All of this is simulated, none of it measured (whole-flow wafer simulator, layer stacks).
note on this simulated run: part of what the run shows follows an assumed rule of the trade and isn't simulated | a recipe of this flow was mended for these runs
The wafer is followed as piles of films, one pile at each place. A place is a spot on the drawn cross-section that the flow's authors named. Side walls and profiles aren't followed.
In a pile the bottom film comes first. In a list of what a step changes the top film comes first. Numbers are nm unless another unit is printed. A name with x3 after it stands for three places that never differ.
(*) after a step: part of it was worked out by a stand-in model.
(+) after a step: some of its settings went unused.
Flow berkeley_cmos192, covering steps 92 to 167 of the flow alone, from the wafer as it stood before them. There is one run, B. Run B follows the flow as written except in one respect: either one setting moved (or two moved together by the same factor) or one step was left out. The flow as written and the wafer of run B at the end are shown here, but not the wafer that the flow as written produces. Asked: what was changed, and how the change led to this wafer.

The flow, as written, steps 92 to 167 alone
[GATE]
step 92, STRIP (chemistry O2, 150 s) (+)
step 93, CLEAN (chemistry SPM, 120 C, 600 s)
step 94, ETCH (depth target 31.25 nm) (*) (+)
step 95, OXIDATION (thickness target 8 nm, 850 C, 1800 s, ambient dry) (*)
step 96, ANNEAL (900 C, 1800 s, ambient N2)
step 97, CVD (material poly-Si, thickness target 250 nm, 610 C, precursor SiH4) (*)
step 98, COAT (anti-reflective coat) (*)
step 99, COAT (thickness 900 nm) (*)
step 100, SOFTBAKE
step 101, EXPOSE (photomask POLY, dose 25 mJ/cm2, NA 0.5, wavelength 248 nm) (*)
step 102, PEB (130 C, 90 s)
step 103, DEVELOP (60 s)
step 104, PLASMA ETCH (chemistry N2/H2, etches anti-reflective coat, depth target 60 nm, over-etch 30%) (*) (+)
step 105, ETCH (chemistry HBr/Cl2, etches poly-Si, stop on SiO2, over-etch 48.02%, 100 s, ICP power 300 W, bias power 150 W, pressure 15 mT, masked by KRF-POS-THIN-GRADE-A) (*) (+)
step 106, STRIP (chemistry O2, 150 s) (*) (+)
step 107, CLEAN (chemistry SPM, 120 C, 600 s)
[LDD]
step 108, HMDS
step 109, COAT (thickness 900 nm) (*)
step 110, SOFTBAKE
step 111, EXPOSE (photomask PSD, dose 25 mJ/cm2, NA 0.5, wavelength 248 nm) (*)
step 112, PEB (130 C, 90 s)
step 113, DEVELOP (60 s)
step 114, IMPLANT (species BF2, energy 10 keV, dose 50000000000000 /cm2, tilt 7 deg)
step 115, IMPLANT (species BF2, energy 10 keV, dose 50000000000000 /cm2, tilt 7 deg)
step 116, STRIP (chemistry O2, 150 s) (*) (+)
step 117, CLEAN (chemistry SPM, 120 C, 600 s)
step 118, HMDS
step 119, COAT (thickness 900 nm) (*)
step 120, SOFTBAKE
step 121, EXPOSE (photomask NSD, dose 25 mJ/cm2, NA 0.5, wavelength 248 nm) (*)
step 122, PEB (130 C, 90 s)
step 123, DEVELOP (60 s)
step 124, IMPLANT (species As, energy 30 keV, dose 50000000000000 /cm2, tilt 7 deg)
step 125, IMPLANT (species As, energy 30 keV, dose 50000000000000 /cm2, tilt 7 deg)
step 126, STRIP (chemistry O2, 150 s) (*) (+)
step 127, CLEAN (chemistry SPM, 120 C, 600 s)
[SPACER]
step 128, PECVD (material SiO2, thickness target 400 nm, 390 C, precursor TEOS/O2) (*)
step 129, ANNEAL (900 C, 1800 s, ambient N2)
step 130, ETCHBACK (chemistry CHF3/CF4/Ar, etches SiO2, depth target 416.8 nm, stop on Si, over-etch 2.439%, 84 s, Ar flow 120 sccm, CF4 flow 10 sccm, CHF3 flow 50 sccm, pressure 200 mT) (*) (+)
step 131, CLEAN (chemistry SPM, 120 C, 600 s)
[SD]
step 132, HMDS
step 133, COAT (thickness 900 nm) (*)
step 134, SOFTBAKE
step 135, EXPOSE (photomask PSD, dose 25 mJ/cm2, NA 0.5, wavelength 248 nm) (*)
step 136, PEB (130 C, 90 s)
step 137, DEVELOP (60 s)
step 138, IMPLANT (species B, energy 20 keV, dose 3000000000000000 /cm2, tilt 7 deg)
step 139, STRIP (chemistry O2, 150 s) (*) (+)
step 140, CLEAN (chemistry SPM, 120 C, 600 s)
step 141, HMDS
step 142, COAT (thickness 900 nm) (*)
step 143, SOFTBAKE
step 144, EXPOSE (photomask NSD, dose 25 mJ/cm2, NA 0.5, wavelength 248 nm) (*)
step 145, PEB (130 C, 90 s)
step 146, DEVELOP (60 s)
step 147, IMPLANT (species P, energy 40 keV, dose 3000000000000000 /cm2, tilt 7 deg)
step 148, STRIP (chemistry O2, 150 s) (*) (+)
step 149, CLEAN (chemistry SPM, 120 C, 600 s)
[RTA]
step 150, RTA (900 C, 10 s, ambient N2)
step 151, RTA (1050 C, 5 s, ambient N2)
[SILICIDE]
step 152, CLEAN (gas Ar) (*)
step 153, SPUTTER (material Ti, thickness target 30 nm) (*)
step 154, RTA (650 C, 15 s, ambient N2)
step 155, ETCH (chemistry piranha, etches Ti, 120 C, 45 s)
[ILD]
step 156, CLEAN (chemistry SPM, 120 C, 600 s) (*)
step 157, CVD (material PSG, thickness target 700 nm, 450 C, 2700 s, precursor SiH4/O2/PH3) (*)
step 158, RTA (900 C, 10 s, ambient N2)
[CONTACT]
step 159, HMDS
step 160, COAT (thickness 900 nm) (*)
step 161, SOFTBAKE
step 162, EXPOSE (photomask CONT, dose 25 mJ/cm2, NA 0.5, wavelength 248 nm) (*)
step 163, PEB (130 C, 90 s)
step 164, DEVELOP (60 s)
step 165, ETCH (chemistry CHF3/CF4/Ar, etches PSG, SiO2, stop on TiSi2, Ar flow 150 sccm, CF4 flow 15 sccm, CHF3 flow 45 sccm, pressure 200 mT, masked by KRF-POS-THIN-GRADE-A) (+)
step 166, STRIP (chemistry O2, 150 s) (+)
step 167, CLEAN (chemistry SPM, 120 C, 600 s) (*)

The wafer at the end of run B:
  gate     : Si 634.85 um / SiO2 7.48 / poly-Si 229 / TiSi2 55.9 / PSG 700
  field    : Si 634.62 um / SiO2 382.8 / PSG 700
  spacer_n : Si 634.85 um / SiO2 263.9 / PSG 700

What caused this: step 97, CVD: thickness target 288 nm was run, though the flow has thickness target 250 nm.

Step by step, how the change led to this:
  step 97, CVD (material poly-Si, thickness target 250 nm, 610 C, precursor SiH4) (*)
      field, sd_n, spacer_n and 6 more: +288 poly-Si (new film) (as written it would have been: +250 poly-Si (new film))
  step 105, ETCH (chemistry HBr/Cl2, etches poly-Si, stop on SiO2, over-etch 48.02%, 100 s, ICP power 300 W, bias power 150 W, pressure 15 mT, masked by KRF-POS-THIN-GRADE-A) (*) (+)
      spacer_n, spacer_p: -284.1 poly-Si (all of it), -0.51 SiO2 (as written it would have been: -246.2 poly-Si (all of it), -1.71 SiO2)
      field: -284.1 poly-Si (all of it), -0.51 SiO2 (as written it would have been: -246.1 poly-Si (all of it), -1.71 SiO2)
      (as well as at 4 more places)
  step 109, COAT (thickness 900 nm) (*)
      gate: +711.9 KrF-resist (new film) (as written it would have been: +743.5 KrF-resist (new film))
      gate_p: +708.2 KrF-resist (new film) (as written it would have been: +739.8 KrF-resist (new film))
  step 113, DEVELOP (60 s)
      gate_p: -706.7 KrF-resist (all of it) (as written it would have been: -738.2 KrF-resist (all of it))
  step 116, STRIP (chemistry O2, 150 s) (*) (+)
      gate: -695.4 KrF-resist (all of it), +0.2 chemical SiO2, -0.09 poly-Si (as written it would have been: -727 KrF-resist (all of it), +0.2 chemical SiO2, -0.09 poly-Si)
  step 119, COAT (thickness 900 nm) (*)
      gate: +711.8 KrF-resist (new film) (as written it would have been: +743.4 KrF-resist (new film))
      gate_p: +708.1 KrF-resist (new film) (as written it would have been: +739.7 KrF-resist (new film))
  step 123, DEVELOP (60 s)
      gate: -710.3 KrF-resist (all of it) (as written it would have been: -741.9 KrF-resist (all of it))
  step 126, STRIP (chemistry O2, 150 s) (*) (+)
      gate_p: -691.6 KrF-resist (all of it), +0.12 chemical SiO2, -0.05 poly-Si (as written it would have been: -723.2 KrF-resist (all of it), +0.12 chemical SiO2, -0.05 poly-Si)
  step 130, ETCHBACK (chemistry CHF3/CF4/Ar, etches SiO2, depth target 416.8 nm, stop on Si, over-etch 2.439%, 84 s, Ar flow 120 sccm, CF4 flow 10 sccm, CHF3 flow 50 sccm, pressure 200 mT) (*) (+)
      spacer_n, spacer_p: -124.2 SiO2 (as written it would have been: -161 SiO2)
  step 133, COAT (thickness 900 nm) (*)
      spacer_n: +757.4 KrF-resist (new film) (as written it would have been: +785.3 KrF-resist (new film))
      gate: +737.5 KrF-resist (new film) (as written it would have been: +764.7 KrF-resist (new film))
      (as well as at 2 more places)
  step 137, DEVELOP (60 s)
      spacer_p: -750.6 KrF-resist (all of it) (as written it would have been: -778.4 KrF-resist (all of it))
      gate_p: -730.5 KrF-resist (all of it) (as written it would have been: -757.7 KrF-resist (all of it))
  step 139, STRIP (chemistry O2, 150 s) (*) (+)
      spacer_n: -740.9 KrF-resist (all of it) (as written it would have been: -768.7 KrF-resist (all of it))
      gate: -721 KrF-resist (all of it), +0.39 chemical SiO2, -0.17 poly-Si (as written it would have been: -748.1 KrF-resist (all of it), +0.39 chemical SiO2, -0.17 poly-Si)
  step 142, COAT (thickness 900 nm) (*)
      spacer_n: +757.6 KrF-resist (new film) (as written it would have been: +785.4 KrF-resist (new film))
      gate: +737.4 KrF-resist (new film) (as written it would have been: +764.6 KrF-resist (new film))
      (as well as at 2 more places)
  step 146, DEVELOP (60 s)
      spacer_n: -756 KrF-resist (all of it) (as written it would have been: -783.7 KrF-resist (all of it))
      gate: -735.8 KrF-resist (all of it) (as written it would have been: -762.9 KrF-resist (all of it))
  step 148, STRIP (chemistry O2, 150 s) (*) (+)
      spacer_p: -735.9 KrF-resist (all of it) (as written it would have been: -763.6 KrF-resist (all of it))
      gate_p: -715.4 KrF-resist (all of it), +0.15 chemical SiO2 (as written it would have been: -742.5 KrF-resist (all of it), +0.15 chemical SiO2)
  step 160, COAT (thickness 900 nm) (*)
      spacer_n: +803.5 KrF-resist (new film) (as written it would have been: +823.6 KrF-resist (new film))
      gate: +786.3 KrF-resist (new film) (as written it would have been: +803.9 KrF-resist (new film))
      (as well as at 2 more places)
  step 166, STRIP (chemistry O2, 150 s) (+)
      spacer_n: -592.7 KrF-resist (all of it) (as written it would have been: -612.8 KrF-resist (all of it))
      gate: -575.6 KrF-resist (all of it) (as written it would have been: -593.2 KrF-resist (all of it))
      (as well as at 2 more places)
